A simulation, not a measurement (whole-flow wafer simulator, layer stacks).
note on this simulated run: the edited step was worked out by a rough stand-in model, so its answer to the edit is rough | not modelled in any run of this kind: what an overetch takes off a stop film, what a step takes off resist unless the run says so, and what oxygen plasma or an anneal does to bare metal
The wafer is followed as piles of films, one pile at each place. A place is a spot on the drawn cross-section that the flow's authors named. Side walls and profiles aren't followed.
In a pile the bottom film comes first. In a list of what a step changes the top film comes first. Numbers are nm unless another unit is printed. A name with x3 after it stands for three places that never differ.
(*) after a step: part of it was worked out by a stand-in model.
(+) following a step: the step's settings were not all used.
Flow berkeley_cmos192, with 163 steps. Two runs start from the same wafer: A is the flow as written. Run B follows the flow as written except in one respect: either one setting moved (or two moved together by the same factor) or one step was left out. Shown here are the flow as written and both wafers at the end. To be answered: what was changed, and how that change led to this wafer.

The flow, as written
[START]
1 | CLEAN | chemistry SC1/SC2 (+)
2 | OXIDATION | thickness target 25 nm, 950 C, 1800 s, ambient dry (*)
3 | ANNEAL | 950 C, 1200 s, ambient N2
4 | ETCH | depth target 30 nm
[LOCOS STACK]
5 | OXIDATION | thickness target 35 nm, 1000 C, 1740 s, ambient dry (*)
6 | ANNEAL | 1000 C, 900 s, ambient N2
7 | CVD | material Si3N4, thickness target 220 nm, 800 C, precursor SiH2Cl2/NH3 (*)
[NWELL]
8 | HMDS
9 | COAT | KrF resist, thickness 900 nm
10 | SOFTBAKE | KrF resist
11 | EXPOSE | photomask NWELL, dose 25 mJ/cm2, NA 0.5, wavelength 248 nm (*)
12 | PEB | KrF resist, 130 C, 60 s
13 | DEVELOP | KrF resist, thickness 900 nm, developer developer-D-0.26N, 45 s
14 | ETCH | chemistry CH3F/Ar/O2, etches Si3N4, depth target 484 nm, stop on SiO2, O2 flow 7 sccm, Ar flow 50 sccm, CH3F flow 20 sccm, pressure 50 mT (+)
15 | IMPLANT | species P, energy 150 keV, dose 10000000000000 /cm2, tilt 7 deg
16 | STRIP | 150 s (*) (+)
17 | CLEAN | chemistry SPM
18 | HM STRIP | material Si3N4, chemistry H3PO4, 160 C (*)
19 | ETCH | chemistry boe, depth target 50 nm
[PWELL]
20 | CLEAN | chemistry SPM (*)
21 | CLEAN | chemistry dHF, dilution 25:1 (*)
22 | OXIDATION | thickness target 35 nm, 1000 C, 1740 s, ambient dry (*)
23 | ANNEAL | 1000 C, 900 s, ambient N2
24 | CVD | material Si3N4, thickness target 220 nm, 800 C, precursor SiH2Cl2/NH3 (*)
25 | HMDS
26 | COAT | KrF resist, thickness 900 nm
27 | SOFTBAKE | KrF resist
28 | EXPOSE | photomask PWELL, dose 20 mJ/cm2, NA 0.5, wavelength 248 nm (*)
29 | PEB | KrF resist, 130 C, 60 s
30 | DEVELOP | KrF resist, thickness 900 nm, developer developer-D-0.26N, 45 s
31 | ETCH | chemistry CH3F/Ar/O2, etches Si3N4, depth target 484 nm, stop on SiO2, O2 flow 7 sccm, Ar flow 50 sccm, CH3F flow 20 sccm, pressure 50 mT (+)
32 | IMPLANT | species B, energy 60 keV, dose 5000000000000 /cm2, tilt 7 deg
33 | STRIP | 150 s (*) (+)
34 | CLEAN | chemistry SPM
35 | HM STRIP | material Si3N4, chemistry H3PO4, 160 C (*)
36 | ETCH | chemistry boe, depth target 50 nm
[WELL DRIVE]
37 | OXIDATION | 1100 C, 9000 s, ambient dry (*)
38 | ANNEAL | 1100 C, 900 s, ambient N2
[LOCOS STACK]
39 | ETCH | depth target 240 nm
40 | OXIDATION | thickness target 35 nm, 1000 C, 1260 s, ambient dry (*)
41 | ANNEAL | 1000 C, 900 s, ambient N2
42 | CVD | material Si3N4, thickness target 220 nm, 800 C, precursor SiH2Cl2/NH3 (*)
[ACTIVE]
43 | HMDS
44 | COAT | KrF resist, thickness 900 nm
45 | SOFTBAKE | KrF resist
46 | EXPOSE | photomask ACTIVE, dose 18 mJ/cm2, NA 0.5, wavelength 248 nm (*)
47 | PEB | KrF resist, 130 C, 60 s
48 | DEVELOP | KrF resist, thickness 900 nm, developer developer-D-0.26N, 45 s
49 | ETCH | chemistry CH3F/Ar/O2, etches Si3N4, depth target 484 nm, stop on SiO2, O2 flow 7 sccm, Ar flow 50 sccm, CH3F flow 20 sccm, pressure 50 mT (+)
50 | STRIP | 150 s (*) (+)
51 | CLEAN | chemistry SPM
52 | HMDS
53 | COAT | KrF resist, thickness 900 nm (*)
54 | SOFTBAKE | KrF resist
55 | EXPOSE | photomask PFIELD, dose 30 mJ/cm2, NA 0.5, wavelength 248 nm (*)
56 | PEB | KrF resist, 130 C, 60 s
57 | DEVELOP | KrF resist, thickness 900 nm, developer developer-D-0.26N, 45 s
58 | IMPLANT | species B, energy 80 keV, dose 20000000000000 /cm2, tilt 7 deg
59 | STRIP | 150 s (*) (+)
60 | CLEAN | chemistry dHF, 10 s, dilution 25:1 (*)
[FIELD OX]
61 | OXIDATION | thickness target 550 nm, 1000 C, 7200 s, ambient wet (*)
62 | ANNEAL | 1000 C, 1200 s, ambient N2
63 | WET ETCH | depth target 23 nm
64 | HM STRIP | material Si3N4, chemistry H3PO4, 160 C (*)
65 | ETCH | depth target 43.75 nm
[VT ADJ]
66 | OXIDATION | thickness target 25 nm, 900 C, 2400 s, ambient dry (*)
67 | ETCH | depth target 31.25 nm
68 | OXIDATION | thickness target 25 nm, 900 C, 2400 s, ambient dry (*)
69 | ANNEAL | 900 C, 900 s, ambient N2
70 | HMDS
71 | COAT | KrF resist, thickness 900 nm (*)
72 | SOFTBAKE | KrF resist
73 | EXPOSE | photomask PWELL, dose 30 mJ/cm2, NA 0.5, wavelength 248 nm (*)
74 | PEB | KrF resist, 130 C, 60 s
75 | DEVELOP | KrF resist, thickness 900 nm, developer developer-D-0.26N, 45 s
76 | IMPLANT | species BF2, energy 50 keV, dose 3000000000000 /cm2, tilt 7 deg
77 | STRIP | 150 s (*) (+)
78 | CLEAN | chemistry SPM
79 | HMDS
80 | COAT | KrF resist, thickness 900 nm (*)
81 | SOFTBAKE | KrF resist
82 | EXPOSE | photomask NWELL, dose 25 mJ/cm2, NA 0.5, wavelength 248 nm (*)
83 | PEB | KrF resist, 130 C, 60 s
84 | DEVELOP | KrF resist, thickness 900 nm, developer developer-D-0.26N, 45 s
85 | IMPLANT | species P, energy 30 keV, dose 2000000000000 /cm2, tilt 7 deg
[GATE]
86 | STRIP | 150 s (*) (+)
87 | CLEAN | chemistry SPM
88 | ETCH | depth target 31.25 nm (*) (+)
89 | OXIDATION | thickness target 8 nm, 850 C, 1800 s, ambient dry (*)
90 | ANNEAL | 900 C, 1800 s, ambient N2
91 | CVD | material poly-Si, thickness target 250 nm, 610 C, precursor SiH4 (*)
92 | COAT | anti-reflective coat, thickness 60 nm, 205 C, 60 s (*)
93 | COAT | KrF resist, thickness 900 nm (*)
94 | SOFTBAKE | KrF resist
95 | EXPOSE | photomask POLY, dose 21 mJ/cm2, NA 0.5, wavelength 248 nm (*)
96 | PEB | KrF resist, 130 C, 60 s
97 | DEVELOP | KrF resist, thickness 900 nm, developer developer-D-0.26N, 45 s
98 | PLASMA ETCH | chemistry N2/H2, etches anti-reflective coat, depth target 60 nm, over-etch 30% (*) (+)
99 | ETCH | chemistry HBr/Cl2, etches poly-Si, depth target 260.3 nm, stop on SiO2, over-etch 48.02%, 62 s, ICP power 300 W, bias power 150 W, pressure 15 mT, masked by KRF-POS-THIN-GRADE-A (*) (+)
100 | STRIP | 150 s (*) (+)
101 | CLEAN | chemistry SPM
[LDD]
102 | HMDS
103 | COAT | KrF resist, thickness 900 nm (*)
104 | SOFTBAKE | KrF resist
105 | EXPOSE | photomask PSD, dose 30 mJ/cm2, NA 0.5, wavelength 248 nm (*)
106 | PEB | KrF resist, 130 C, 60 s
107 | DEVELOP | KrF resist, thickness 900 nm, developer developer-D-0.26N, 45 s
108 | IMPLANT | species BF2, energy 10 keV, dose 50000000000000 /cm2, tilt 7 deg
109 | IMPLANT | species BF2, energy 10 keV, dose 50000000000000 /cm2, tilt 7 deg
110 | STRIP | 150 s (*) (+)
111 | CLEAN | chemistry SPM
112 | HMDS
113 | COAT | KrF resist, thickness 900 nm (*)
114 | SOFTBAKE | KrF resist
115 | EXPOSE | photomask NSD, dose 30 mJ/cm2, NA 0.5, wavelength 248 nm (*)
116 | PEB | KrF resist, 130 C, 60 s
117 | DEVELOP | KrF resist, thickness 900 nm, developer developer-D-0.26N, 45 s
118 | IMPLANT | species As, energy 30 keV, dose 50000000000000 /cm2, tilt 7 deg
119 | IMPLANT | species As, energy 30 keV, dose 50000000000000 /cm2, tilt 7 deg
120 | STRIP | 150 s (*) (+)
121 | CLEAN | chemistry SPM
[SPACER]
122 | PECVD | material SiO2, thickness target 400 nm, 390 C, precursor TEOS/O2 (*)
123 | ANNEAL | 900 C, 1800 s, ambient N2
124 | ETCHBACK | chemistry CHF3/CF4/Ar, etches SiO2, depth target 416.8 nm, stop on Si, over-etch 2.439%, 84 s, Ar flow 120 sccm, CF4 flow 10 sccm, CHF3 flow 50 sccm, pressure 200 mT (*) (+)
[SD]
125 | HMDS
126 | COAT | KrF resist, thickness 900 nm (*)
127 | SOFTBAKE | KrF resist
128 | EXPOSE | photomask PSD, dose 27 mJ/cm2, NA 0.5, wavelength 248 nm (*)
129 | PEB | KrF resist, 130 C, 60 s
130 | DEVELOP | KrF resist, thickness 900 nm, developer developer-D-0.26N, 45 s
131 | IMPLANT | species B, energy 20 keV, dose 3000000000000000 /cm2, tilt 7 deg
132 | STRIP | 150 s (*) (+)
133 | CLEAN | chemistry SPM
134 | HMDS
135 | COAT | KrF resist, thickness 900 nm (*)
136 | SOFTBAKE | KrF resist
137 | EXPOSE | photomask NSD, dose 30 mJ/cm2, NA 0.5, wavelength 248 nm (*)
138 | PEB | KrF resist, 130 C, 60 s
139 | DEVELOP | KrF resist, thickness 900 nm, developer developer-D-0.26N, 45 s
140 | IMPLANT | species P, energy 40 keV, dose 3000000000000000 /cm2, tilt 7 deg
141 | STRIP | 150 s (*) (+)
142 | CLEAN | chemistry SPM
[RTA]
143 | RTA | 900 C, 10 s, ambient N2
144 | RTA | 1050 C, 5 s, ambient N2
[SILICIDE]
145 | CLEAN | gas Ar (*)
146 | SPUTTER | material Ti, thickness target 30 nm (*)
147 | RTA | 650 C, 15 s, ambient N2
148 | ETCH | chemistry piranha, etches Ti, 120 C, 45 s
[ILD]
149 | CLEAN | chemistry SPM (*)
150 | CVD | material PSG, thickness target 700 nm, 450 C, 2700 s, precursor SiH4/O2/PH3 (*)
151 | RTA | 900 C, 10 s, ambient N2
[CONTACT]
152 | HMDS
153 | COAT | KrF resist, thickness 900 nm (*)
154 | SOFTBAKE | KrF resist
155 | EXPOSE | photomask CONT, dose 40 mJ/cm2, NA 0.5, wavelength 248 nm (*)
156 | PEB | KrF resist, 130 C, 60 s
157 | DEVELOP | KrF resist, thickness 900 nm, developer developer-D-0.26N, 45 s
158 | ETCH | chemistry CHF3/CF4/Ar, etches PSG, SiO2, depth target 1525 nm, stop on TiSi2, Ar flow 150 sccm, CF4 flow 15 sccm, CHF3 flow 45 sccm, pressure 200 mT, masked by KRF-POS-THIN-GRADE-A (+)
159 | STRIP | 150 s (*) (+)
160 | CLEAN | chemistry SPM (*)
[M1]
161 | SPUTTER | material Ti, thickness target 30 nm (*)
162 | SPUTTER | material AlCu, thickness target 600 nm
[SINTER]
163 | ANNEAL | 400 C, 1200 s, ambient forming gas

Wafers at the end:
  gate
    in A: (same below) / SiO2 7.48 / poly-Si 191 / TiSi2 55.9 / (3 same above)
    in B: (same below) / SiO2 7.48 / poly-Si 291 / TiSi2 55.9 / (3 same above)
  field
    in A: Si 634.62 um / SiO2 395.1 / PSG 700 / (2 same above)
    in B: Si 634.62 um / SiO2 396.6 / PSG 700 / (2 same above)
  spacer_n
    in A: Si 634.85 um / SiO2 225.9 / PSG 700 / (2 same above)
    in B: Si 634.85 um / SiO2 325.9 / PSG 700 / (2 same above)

What caused this: step 91, CVD: thickness target 350 nm was run, though the flow has thickness target 250 nm.

How this came from the change, step by step:
  91 | CVD | material poly-Si, thickness target 250 nm, 610 C, precursor SiH4 (*)
      field, sd_n, spacer_n and 6 more: A poly-Si gains 250 (new film) | B poly-Si gains 350 (new film)
  92 | COAT | anti-reflective coat, thickness 60 nm, 205 C, 60 s (*)
      field: A anti-reflective coat gains 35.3 (new film) | B anti-reflective coat gains 36.5 (new film)
      sd_n: A anti-reflective coat gains 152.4 (new film) | B anti-reflective coat gains 156.8 (new film)
      (and at 1 other place as well)
  98 | PLASMA ETCH | chemistry N2/H2, etches anti-reflective coat, depth target 60 nm, over-etch 30% (*) (+)
      field: A anti-reflective coat loses 35.3 (all of it), poly-Si loses 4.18 | B anti-reflective coat loses 36.5 (all of it), poly-Si loses 4.29
      sd_n: A anti-reflective coat loses 152.4 (all of it), poly-Si loses 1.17 | B anti-reflective coat loses 156.8 (all of it), poly-Si loses 1.21
      (and at 1 other place as well)
  99 | ETCH | chemistry HBr/Cl2, etches poly-Si, depth target 260.3 nm, stop on SiO2, over-etch 48.02%, 62 s, ICP power 300 W, bias power 150 W, pressure 15 mT, masked by KRF-POS-THIN-GRADE-A (*) (+)
      field, spacer_n: A poly-Si loses 245.8 (all of it), SiO2 loses 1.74 | B poly-Si loses 345.7 (all of it), SiO2 loses 0.2
      sd_n: A poly-Si loses 248.8 (all of it), SiO2 loses 1.51 | B poly-Si loses 348.8 (all of it), SiO2 loses 0.18
      (and at 4 other places as well)
  103 | COAT | KrF resist, thickness 900 nm (*)
      gate: A KrF resist gains 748 (new film) | B KrF resist gains 664.2 (new film)
      gate_p: A KrF resist gains 744.1 (new film) | B KrF resist gains 660.3 (new film)
  107 | DEVELOP | KrF resist, thickness 900 nm, developer developer-D-0.26N, 45 s
      gate_p: A KrF resist loses 742.9 (all of it) | B KrF resist loses 659.3 (all of it)
  110 | STRIP | 150 s (*) (+)
      gate: A KrF resist loses 732.7 (all of it), chemical SiO2 gains 0.2, poly-Si loses 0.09 | B KrF resist loses 649 (all of it), chemical SiO2 gains 0.2, poly-Si loses 0.09
  113 | COAT | KrF resist, thickness 900 nm (*)
      gate: A KrF resist gains 747.9 (new film) | B KrF resist gains 664.1 (new film)
      gate_p: A KrF resist gains 743.9 (new film) | B KrF resist gains 660.1 (new film)
  117 | DEVELOP | KrF resist, thickness 900 nm, developer developer-D-0.26N, 45 s
      gate: A KrF resist loses 746.8 (all of it) | B KrF resist loses 663.1 (all of it)
  120 | STRIP | 150 s (*) (+)
      gate_p: A KrF resist loses 728.6 (all of it), chemical SiO2 gains 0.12, poly-Si loses 0.05 | B KrF resist loses 644.9 (all of it), chemical SiO2 gains 0.12, poly-Si loses 0.05
  124 | ETCHBACK | chemistry CHF3/CF4/Ar, etches SiO2, depth target 416.8 nm, stop on Si, over-etch 2.439%, 84 s, Ar flow 120 sccm, CF4 flow 10 sccm, CHF3 flow 50 sccm, pressure 200 mT (*) (+)
      spacer_n: A SiO2 loses 160 | B SiO2 loses 60.3
      spacer_p: A SiO2 loses 159.9 | B SiO2 loses 60.3
  126 | COAT | KrF resist, thickness 900 nm (*)
      spacer_n: A KrF resist gains 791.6 (new film) | B KrF resist gains 718.7 (new film)
      gate: A KrF resist gains 771.5 (new film) | B KrF resist gains 700.3 (new film)
      (and at 2 other places as well)
  130 | DEVELOP | KrF resist, thickness 900 nm, developer developer-D-0.26N, 45 s
      spacer_p: A KrF resist loses 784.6 (all of it) | B KrF resist loses 712 (all of it)
      gate_p: A KrF resist loses 764.3 (all of it) | B KrF resist loses 693.5 (all of it)
  132 | STRIP | 150 s (*) (+)
      spacer_n: A KrF resist loses 776.1 (all of it) | B KrF resist loses 703.4 (all of it)
      gate: A chemical SiO2 gains 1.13 (new film), KrF resist loses 756.1 (all of it), poly-Si loses 0.5 | B chemical SiO2 gains 1.13 (new film), KrF resist loses 685.1 (all of it), poly-Si loses 0.5
  135 | COAT | KrF resist, thickness 900 nm (*)
      spacer_n: A KrF resist gains 791.1 (new film) | B KrF resist gains 718.9 (new film)
      gate: A KrF resist gains 770.3 (new film) | B KrF resist gains 699.9 (new film)
      (and at 2 other places as well)
  139 | DEVELOP | KrF resist, thickness 900 nm, developer developer-D-0.26N, 45 s
      spacer_n: A KrF resist loses 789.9 (all of it) | B KrF resist loses 717.8 (all of it)
      gate: A KrF resist loses 769.1 (all of it) | B KrF resist loses 698.9 (all of it)
  ... 2 other steps ...
  159 | STRIP | 150 s (*) (+)
      spacer_n: A KrF resist loses 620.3 (all of it) | B KrF resist loses 566.9 (all of it)
      gate: A KrF resist loses 600.1 (all of it) | B KrF resist loses 553.4 (all of it)
      (and at 3 other places as well)
